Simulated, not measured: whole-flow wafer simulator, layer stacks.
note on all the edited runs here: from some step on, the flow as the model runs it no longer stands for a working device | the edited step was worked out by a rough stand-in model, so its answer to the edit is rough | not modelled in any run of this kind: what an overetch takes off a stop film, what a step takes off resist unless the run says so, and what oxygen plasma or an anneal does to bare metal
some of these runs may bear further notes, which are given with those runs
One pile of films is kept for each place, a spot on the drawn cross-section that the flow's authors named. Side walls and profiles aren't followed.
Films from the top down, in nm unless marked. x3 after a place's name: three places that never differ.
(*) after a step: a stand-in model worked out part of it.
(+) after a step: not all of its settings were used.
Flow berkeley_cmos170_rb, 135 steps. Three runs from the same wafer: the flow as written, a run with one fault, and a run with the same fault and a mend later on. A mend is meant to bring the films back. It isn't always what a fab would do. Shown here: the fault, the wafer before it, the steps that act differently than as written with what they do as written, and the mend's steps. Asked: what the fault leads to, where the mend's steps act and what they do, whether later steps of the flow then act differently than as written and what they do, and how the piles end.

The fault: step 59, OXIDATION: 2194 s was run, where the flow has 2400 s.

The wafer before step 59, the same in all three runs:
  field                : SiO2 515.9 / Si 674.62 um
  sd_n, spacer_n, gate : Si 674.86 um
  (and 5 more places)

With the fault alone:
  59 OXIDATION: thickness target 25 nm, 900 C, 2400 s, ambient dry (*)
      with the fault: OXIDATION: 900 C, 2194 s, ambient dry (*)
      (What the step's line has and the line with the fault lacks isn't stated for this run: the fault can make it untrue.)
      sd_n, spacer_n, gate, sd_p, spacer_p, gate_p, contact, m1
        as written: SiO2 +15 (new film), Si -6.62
        with the fault: SiO2 +14.2 (new film), Si -6.25
  Later steps of the flow that act differently than as written (29 more steps differ only slightly, by at most 2% or 0.5 nm, whichever is larger, and aren't shown):
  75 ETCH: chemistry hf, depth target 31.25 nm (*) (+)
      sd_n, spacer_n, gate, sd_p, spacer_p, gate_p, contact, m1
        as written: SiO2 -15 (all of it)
        with the fault: SiO2 -14.2 (all of it)
  At the end the piles differ from the flow's only slightly at the places that both follow, by at most 2% or 0.5 nm, whichever is larger.

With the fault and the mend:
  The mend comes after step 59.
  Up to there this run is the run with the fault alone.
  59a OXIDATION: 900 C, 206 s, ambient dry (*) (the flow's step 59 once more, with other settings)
      sd_n, spacer_n, gate, sd_p, spacer_p, gate_p, contact, m1
        SiO2 +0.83, Si -0.37
      field
        SiO2 +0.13, Si -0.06
  No later step of the flow acts differently than as written at any place that is followed.
  At the end the piles are the same as the flow's at every place that both follow.
